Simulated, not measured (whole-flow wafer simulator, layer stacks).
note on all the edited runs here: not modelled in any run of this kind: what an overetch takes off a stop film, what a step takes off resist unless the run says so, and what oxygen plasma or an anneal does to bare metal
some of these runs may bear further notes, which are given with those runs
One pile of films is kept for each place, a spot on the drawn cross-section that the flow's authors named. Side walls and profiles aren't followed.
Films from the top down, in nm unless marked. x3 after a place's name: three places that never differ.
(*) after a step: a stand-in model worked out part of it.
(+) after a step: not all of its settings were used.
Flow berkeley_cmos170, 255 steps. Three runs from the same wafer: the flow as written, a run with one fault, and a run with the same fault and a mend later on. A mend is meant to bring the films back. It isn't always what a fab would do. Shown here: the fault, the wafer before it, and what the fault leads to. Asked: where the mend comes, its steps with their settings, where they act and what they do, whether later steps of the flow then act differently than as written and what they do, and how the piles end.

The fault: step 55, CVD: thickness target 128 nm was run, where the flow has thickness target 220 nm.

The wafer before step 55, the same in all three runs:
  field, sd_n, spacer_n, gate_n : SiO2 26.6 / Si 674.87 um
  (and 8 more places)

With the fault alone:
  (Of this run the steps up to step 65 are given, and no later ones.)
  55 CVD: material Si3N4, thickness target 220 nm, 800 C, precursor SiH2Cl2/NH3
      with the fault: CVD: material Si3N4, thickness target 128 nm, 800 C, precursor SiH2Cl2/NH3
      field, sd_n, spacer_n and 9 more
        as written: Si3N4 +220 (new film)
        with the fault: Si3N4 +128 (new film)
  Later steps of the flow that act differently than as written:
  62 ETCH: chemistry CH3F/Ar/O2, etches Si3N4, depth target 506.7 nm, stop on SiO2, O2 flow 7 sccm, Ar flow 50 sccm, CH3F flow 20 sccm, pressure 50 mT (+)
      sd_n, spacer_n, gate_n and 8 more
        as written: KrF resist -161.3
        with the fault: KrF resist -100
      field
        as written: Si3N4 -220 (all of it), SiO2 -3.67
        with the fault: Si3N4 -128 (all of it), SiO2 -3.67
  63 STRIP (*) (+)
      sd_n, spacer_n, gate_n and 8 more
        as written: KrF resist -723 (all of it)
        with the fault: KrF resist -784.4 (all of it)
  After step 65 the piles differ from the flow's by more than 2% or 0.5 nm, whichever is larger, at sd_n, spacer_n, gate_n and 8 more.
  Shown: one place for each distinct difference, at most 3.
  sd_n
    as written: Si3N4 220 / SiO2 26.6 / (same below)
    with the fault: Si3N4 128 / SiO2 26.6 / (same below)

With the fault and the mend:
  The mend comes after step 55.
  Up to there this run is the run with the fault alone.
  55a ETCH: chemistry h3po4, depth target 147.2 nm
      field, sd_n, spacer_n and 9 more
        Si3N4 -128 (all of it)
  55b CLEAN: chemistry SPM
      changes no film at any place that is followed
  55c CVD: material Si3N4, thickness target 220 nm, 800 C, precursor SiH2Cl2/NH3 (the flow's step 55 once more)
      field, sd_n, spacer_n and 9 more
        Si3N4 +220 (new film)
  No later step of the flow acts differently than as written at any place that is followed.
  At the end the piles are the same as the flow's at every place that both follow.
